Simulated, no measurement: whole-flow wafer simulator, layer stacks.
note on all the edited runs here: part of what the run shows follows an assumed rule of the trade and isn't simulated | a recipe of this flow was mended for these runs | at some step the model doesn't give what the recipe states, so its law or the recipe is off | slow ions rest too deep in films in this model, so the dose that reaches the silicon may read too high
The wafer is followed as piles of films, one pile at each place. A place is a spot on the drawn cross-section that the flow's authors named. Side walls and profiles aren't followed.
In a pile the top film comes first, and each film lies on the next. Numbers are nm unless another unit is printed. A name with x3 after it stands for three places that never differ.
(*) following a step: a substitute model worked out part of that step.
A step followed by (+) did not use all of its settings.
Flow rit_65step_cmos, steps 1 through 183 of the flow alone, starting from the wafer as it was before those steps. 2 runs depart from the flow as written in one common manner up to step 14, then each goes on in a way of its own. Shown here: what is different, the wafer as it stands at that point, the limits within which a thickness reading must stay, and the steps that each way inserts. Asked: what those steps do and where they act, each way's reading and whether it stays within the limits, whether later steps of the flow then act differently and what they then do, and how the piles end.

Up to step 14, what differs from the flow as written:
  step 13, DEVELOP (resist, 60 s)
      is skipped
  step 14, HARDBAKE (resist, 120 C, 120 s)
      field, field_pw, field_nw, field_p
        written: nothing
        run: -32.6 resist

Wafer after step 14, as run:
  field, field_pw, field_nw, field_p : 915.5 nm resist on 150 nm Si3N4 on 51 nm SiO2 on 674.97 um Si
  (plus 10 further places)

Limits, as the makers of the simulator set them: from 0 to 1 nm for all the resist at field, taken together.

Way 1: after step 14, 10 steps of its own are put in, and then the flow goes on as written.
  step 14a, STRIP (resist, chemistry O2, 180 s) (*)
      field, field_pw, field_nw and 11 more
        -915.5 resist (all of it)
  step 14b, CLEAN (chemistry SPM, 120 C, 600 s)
      leaves every film unchanged at each place that is followed
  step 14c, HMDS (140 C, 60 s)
      leaves every film unchanged at each place that is followed
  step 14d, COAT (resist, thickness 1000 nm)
      field, field_pw, field_nw and 11 more
        +1000 resist (new film)
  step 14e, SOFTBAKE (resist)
      leaves every film unchanged at each place that is followed
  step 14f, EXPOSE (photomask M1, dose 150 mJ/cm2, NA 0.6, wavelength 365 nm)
      leaves every film unchanged at each place that is followed
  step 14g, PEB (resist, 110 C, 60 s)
      field, field_pw, field_nw and 11 more
        -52 resist
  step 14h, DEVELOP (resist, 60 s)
      field, field_pw, field_nw, field_p
        -948 resist (all of it)
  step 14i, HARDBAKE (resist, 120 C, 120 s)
      active_n, active_p, gate_n and 7 more
        -32.6 resist
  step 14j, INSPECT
      leaves every film unchanged at each place that is followed
  After step 14j, the reading is 0 nm, within the limits.
  Every later step of the flow that is run acts as written at every place that is followed.
  At every place that both follow, the piles at the end match the flow's.

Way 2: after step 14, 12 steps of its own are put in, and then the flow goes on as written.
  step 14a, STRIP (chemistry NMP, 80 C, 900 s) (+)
      field, field_pw, field_nw and 11 more
        -915.5 resist (all of it)
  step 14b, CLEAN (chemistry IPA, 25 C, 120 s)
      leaves every film unchanged at each place that is followed
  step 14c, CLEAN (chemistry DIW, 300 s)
      leaves every film unchanged at each place that is followed
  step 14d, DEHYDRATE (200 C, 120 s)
      leaves every film unchanged at each place that is followed
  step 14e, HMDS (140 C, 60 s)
      leaves every film unchanged at each place that is followed
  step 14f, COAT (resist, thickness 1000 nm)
      field, field_pw, field_nw and 11 more
        +1000 resist (new film)
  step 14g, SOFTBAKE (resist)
      leaves every film unchanged at each place that is followed
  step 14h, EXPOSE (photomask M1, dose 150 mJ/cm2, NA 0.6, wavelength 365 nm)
      leaves every film unchanged at each place that is followed
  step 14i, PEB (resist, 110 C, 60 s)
      field, field_pw, field_nw and 11 more
        -52 resist
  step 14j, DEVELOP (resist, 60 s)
      field, field_pw, field_nw, field_p
        -948 resist (all of it)
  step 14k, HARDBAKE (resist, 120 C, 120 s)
      active_n, active_p, gate_n and 7 more
        -32.6 resist
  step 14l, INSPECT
      leaves every film unchanged at each place that is followed
  After step 14l, the reading is 0 nm, within the limits.
  Every later step of the flow that is run acts as written at every place that is followed.
  At every place that both follow, the piles at the end match the flow's.

Ways within the limits: way 1, way 2.
